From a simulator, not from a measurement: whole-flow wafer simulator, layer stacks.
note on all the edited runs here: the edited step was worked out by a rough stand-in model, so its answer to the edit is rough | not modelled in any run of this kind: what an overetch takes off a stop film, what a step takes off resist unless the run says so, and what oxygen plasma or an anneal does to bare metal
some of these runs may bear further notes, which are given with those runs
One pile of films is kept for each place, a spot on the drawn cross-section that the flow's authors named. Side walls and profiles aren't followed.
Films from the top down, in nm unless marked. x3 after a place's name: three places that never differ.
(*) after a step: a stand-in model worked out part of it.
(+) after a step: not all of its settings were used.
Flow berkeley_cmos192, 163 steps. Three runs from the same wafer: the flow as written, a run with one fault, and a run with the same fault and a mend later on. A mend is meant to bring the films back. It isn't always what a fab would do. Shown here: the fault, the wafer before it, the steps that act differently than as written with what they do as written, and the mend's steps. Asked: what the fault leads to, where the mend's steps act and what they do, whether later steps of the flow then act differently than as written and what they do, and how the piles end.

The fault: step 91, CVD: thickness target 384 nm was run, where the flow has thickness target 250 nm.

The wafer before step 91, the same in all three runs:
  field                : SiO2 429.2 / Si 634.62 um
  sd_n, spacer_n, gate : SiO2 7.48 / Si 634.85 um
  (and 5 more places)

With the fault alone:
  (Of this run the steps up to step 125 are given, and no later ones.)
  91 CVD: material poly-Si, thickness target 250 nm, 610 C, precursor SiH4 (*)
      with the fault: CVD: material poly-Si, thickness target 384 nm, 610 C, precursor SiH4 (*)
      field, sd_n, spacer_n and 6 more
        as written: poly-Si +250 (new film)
        with the fault: poly-Si +384 (new film)
  Later steps of the flow that act differently than as written (7 more steps differ only slightly, by at most 2% or 0.5 nm, whichever is larger, and aren't shown):
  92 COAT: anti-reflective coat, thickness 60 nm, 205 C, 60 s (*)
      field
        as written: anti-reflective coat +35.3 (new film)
        with the fault: anti-reflective coat +37 (new film)
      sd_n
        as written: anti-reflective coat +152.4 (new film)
        with the fault: anti-reflective coat +158 (new film)
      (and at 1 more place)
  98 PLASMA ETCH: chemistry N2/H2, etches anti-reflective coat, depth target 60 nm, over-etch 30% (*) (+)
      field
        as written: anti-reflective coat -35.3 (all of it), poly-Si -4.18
        with the fault: anti-reflective coat -37 (all of it), poly-Si -4.32
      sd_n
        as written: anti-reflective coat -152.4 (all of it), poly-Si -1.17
        with the fault: anti-reflective coat -158 (all of it), poly-Si -1.22
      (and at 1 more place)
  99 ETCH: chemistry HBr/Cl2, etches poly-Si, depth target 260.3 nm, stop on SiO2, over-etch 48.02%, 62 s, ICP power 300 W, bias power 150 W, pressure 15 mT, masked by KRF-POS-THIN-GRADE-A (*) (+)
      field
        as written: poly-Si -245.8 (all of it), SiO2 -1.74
        with the fault: poly-Si -379.7 (all of it)
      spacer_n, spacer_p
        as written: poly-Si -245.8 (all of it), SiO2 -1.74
        with the fault: poly-Si -379.6 (all of it), SiO2 -0.03
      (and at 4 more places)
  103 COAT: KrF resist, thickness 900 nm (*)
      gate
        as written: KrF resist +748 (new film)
        with the fault: KrF resist +636 (new film)
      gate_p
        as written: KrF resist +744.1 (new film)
        with the fault: KrF resist +632.1 (new film)
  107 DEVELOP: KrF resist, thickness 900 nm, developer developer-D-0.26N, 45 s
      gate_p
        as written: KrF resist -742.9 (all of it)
        with the fault: KrF resist -631.2 (all of it)
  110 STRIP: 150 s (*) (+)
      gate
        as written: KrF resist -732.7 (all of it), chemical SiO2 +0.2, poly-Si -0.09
        with the fault: KrF resist -620.8 (all of it), chemical SiO2 +0.2, poly-Si -0.09
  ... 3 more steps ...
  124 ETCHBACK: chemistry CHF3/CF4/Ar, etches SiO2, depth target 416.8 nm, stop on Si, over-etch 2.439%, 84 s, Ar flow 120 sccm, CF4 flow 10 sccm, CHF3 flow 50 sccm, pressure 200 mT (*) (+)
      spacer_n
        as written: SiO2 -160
        with the fault: nothing
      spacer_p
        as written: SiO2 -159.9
        with the fault: nothing
  After step 125 the piles differ from the flow's by more than 2% or 0.5 nm, whichever is larger, at spacer_n, gate, spacer_p, gate_p.
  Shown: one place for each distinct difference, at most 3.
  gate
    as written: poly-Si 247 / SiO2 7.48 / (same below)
    with the fault: poly-Si 381 / SiO2 7.48 / (same below)
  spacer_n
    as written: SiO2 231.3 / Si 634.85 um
    with the fault: SiO2 391.8 / Si 634.85 um
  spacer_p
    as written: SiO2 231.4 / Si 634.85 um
    with the fault: SiO2 391.8 / Si 634.85 um

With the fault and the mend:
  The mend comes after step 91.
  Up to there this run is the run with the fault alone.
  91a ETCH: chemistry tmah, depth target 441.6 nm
      field, sd_n, spacer_n and 6 more
        poly-Si -384 (all of it)
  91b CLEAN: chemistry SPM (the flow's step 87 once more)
      changes no film at any place that is followed
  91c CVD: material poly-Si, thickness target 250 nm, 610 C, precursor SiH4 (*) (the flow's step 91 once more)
      field, sd_n, spacer_n and 6 more
        poly-Si +250 (new film)
  No later step of the flow acts differently than as written at any place that is followed.
  At the end the piles are the same as the flow's at every place that both follow.
